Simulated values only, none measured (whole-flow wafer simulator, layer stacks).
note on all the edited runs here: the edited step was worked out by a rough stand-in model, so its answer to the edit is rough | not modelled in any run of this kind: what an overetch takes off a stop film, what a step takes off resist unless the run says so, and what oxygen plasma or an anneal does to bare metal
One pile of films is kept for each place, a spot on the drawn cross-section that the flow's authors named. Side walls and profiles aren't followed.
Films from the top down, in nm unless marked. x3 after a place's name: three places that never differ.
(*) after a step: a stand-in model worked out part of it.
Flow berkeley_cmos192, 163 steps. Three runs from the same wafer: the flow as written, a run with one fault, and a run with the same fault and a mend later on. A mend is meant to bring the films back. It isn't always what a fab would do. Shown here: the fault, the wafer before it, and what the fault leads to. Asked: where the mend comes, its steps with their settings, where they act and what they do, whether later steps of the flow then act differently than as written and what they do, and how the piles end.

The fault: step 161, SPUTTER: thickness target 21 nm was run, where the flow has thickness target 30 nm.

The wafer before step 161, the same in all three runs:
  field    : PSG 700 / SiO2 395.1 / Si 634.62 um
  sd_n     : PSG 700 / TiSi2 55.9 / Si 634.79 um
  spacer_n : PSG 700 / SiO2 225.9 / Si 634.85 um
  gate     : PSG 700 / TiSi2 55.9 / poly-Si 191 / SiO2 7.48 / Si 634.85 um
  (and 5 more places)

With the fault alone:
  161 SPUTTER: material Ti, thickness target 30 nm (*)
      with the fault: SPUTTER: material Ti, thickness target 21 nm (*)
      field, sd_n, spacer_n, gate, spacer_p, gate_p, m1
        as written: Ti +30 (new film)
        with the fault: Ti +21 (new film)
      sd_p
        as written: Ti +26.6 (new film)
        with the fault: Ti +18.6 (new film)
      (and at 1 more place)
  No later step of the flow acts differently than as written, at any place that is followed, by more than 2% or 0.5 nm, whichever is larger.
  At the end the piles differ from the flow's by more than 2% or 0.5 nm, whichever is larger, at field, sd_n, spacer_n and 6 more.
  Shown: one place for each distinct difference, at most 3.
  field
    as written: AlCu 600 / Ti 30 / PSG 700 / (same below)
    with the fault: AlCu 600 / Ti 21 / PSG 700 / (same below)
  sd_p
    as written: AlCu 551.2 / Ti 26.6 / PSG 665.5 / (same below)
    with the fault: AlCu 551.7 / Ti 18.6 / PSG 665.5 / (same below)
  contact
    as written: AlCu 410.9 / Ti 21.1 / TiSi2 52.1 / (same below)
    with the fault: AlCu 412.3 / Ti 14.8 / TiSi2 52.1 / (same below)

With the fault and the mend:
  The mend comes after step 161.
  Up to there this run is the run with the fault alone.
  161a SPUTTER: material Ti, thickness target 9.064 nm (*) (the flow's step 161 once more, with other settings)
      field, sd_n, spacer_n, gate, spacer_p, gate_p, m1
        Ti +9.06
      sd_p
        Ti +8.03
      contact
        Ti +6.33
  No later step of the flow acts differently than as written at any place that is followed.
  At the end the piles differ from the flow's only slightly at the places that both follow, by at most 2% or 0.5 nm, whichever is larger.
